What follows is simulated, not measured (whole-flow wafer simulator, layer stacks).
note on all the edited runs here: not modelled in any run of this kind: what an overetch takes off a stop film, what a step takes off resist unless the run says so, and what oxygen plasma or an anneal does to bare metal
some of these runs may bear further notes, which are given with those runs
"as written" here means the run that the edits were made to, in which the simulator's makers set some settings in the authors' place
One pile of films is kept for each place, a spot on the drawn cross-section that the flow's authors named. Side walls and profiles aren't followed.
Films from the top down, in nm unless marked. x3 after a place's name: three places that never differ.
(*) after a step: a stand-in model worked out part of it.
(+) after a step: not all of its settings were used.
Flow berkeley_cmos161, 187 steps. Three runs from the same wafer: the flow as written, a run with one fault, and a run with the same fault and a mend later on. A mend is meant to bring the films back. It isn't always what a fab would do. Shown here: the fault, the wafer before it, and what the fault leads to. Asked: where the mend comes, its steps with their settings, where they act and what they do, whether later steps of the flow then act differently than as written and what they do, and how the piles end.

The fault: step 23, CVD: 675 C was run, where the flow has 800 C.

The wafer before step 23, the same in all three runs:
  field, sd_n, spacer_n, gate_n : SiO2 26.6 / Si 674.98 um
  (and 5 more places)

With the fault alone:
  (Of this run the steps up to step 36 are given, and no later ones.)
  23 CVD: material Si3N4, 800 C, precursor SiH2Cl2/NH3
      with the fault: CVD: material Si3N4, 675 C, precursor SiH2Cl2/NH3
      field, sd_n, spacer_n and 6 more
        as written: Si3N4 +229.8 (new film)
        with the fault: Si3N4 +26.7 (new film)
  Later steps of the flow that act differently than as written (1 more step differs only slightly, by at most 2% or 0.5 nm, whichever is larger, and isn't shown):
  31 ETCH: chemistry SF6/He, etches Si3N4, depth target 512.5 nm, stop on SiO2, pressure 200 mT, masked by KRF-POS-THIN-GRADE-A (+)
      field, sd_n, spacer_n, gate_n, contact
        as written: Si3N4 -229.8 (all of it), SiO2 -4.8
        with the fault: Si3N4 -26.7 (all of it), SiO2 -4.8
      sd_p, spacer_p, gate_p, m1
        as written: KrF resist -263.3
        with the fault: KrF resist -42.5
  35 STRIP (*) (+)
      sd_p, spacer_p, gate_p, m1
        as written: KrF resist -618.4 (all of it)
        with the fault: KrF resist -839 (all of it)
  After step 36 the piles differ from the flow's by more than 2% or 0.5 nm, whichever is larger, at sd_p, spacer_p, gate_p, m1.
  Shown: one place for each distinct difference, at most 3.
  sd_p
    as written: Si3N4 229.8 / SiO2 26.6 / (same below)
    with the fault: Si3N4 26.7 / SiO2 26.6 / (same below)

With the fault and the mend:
  The mend comes after step 23.
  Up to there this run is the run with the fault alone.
  23a ETCH: chemistry h3po4, depth target 30.66 nm
      field, sd_n, spacer_n and 6 more
        Si3N4 -26.7 (all of it)
  23b CLEAN: chemistry SPM (the flow's step 16 once more)
      changes no film at any place that is followed
  23c CVD: material Si3N4, 800 C, precursor SiH2Cl2/NH3 (the flow's step 23 once more)
      field, sd_n, spacer_n and 6 more
        Si3N4 +229.8 (new film)
  No later step of the flow acts differently than as written at any place that is followed.
  At the end the piles are the same as the flow's at every place that both follow.
